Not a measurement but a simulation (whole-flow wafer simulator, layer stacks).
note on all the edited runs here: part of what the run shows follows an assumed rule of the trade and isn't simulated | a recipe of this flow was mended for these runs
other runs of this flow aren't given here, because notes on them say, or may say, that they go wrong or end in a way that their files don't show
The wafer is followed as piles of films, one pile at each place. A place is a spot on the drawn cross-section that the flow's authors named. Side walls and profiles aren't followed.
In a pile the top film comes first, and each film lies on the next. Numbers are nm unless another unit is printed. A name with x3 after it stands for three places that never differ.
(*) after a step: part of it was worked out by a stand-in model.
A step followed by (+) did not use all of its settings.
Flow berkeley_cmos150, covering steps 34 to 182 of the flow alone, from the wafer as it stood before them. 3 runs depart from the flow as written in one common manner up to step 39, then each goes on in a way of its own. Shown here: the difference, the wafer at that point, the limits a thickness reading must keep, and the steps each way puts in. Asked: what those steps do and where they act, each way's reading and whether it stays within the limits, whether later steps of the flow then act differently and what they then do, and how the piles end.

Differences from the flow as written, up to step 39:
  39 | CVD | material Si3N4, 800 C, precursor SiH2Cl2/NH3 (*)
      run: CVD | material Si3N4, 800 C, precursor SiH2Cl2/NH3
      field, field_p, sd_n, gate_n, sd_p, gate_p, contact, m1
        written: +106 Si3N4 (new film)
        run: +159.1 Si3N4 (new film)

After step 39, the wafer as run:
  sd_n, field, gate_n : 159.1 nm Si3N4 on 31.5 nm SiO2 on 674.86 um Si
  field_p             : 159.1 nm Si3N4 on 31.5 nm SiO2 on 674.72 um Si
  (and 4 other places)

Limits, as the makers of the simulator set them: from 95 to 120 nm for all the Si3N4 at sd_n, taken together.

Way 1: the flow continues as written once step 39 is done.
  After step 39, the reading is 159.1 nm, outside the limits.
  Steps later in the flow that act otherwise than as written (not shown: 40 more steps that differ only slightly, by at most 2% or 0.5 nm, whichever is larger):
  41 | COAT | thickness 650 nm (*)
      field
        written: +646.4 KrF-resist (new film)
        way: +616.6 KrF-resist (new film)
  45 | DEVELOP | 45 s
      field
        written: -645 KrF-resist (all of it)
        way: -615.3 KrF-resist (all of it)
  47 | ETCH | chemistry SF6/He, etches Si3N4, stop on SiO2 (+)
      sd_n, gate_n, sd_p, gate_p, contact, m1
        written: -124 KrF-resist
        way: -181.6 KrF-resist
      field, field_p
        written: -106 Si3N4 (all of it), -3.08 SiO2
        way: -159.1 Si3N4 (all of it), -3.08 SiO2
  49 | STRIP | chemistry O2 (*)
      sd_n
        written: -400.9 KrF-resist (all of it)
        way: -343.1 KrF-resist (all of it)
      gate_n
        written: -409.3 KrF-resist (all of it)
        way: -351.5 KrF-resist (all of it)
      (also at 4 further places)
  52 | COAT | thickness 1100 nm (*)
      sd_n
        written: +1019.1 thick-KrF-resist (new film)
        way: +988.8 thick-KrF-resist (new film)
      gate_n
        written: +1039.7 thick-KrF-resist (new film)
        way: +1015.6 thick-KrF-resist (new film)
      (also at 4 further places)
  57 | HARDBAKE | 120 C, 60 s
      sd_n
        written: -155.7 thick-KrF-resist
        way: -151 thick-KrF-resist
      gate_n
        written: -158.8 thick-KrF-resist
        way: -155.1 thick-KrF-resist
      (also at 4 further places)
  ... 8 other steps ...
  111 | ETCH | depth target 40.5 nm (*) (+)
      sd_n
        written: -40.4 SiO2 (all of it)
        way: -25.7 SiO2 (all of it)
  At the end the piles are close to the flow's at the places that both follow, differing by at most 2% or 0.5 nm, whichever is larger.

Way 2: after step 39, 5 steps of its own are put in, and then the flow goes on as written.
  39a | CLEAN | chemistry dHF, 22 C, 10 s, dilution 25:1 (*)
      field, field_p, sd_n, gate_n, sd_p, gate_p, contact, m1
        -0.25 Si3N4
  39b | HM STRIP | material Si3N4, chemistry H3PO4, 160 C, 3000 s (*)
      field, field_p, sd_n, gate_n, sd_p, gate_p, contact, m1
        -158.8 Si3N4 (all of it), -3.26 SiO2
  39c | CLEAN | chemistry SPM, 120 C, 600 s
      does not change any film at any place that is followed
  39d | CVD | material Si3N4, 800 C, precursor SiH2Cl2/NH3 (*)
      field, field_p, sd_n, gate_n, sd_p, gate_p, contact, m1
        +106 Si3N4 (new film)
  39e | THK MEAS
      does not change any film at any place that is followed
  After step 39e, the reading is 106 nm, within the limits.
  Steps later in the flow that act otherwise than as written (not shown: 37 more steps that differ only slightly, by at most 2% or 0.5 nm, whichever is larger):
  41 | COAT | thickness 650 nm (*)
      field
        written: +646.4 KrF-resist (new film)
        way: +617.5 KrF-resist (new film)
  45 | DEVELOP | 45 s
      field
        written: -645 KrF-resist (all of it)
        way: -616.1 KrF-resist (all of it)
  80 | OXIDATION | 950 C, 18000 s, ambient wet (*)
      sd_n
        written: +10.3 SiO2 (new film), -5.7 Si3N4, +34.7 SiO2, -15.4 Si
        way: +10.3 SiO2 (new film), -5.7 Si3N4, +30.8 SiO2, -13.7 Si
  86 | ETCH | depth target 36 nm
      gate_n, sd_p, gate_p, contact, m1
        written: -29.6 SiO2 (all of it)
        way: -26.3 SiO2 (all of it)
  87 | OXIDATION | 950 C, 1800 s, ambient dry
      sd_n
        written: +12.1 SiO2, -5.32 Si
        way: +13.6 SiO2, -5.96 Si
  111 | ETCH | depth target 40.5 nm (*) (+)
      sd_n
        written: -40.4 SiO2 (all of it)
        way: -34.6 SiO2 (all of it)
  At the end the piles are close to the flow's at the places that both follow, differing by at most 2% or 0.5 nm, whichever is larger.

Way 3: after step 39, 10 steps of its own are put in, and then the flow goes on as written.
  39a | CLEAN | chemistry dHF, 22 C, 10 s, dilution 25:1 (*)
      field, field_p, sd_n, gate_n, sd_p, gate_p, contact, m1
        -0.25 Si3N4
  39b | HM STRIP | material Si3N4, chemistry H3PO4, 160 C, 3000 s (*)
      field, field_p, sd_n, gate_n, sd_p, gate_p, contact, m1
        -158.8 Si3N4 (all of it), -3.26 SiO2
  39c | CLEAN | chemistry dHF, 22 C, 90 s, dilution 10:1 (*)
      field, field_p, sd_n, gate_n, sd_p, gate_p, contact, m1
        -28.2 SiO2 (all of it)
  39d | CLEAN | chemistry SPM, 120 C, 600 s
      field, field_p, sd_n, gate_n, sd_p, gate_p, contact, m1
        +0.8 chemical SiO2 (new film), -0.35 Si
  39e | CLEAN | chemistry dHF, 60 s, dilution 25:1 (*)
      field, field_p, sd_n, gate_n, sd_p, gate_p, contact, m1
        -0.8 chemical SiO2 (all of it)
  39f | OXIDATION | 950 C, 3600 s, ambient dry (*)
      field, field_p, sd_n, gate_n, sd_p, gate_p, contact, m1
        +31.5 SiO2 (new film), -13.8 Si
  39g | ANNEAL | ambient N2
      does not change any film at any place that is followed
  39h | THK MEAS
      does not change any film at any place that is followed
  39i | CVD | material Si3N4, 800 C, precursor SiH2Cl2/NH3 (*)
      field, field_p, sd_n, gate_n, sd_p, gate_p, contact, m1
        +106 Si3N4 (new film)
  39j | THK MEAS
      does not change any film at any place that is followed
  After step 39j, the reading is 106 nm, within the limits.
  Steps later in the flow that act otherwise than as written (not shown: 3 more steps that differ only slightly, by at most 2% or 0.5 nm, whichever is larger):
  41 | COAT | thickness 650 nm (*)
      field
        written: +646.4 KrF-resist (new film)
        way: +617.5 KrF-resist (new film)
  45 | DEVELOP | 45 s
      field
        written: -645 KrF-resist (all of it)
        way: -616.1 KrF-resist (all of it)
  At the end the piles are close to the flow's at the places that both follow, differing by at most 2% or 0.5 nm, whichever is larger.

The limits are kept by: way 2, way 3. They are not kept by: way 1.
